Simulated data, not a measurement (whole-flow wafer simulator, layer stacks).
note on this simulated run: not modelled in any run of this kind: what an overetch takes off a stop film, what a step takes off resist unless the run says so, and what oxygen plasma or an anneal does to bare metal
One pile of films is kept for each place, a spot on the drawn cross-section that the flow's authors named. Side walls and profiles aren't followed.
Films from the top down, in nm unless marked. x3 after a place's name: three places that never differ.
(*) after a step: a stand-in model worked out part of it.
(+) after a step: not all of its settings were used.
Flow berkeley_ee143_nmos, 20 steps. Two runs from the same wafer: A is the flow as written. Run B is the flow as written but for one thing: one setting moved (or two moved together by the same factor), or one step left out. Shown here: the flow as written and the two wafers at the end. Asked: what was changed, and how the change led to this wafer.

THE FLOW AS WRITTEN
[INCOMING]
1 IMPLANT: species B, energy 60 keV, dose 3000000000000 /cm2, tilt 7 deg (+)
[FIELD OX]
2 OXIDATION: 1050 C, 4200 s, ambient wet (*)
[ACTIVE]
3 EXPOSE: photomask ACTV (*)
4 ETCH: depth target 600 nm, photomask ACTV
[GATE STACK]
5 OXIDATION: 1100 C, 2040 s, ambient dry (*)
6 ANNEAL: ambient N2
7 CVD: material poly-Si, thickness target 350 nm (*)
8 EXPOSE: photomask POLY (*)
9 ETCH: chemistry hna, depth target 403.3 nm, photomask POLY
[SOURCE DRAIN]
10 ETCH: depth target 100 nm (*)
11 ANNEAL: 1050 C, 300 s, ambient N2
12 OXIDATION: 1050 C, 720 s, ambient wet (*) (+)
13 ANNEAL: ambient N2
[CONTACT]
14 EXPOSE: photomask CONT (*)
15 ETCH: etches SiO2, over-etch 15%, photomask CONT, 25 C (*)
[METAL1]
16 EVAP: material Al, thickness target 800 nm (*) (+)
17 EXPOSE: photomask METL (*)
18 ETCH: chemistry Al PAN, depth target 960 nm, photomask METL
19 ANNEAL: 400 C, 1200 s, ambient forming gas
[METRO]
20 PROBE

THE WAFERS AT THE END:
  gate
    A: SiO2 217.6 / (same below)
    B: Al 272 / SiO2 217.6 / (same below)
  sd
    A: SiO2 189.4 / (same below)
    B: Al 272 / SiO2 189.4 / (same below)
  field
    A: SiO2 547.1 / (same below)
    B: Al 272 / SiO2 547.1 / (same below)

The cause: step 18, ETCH: depth target 528 nm was run, where the flow has depth target 960 nm.

How the change led to this, step by step:
  18 ETCH: chemistry Al PAN, depth target 960 nm, photomask METL
      gate, sd, field: A Al -800 (all of it) | B Al -528
Counting metal films that touch as one body, gate has 1 body; the flow as written gives 0 bodies.
Counting metal films that touch as one body, sd has 1 body; the flow as written gives 0 bodies.
Counting metal films that touch as one body, field has 1 body; the flow as written gives 0 bodies.
